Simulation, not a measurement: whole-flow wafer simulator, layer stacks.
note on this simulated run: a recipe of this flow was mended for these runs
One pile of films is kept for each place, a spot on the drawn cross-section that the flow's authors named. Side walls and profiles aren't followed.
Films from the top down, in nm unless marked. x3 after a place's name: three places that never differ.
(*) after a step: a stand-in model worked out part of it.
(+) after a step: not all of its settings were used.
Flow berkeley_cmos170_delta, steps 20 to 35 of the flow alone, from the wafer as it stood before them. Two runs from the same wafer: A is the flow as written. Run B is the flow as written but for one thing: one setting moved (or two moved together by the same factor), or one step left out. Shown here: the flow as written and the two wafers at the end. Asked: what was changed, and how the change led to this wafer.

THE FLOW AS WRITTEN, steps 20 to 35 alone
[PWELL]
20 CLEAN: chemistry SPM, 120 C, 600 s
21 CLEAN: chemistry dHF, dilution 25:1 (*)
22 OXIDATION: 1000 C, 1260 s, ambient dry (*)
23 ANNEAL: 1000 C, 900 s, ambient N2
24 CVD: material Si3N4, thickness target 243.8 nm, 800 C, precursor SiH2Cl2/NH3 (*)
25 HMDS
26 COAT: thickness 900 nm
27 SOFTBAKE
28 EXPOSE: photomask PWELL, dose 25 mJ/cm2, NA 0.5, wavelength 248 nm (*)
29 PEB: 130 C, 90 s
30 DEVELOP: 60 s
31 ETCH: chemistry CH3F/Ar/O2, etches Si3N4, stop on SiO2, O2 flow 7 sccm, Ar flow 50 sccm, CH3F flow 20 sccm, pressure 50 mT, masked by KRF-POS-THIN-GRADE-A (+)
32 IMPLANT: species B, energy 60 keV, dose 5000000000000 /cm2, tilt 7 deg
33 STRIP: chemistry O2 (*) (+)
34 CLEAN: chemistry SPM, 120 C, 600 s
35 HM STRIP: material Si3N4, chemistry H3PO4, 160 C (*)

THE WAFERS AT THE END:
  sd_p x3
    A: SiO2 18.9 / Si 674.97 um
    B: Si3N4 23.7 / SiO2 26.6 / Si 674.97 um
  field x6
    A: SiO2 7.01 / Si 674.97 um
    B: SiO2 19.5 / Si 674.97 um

The cause: step 35, HM STRIP: 139 C was run, where the flow has 160 C.

How the change led to this, step by step:
  35 HM STRIP: material Si3N4, chemistry H3PO4, 160 C (*)
      sd_p x3: A Si3N4 -243.8 (all of it), SiO2 -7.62 | B Si3N4 -220.1
      field x6: A SiO2 -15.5 | B SiO2 -3.02
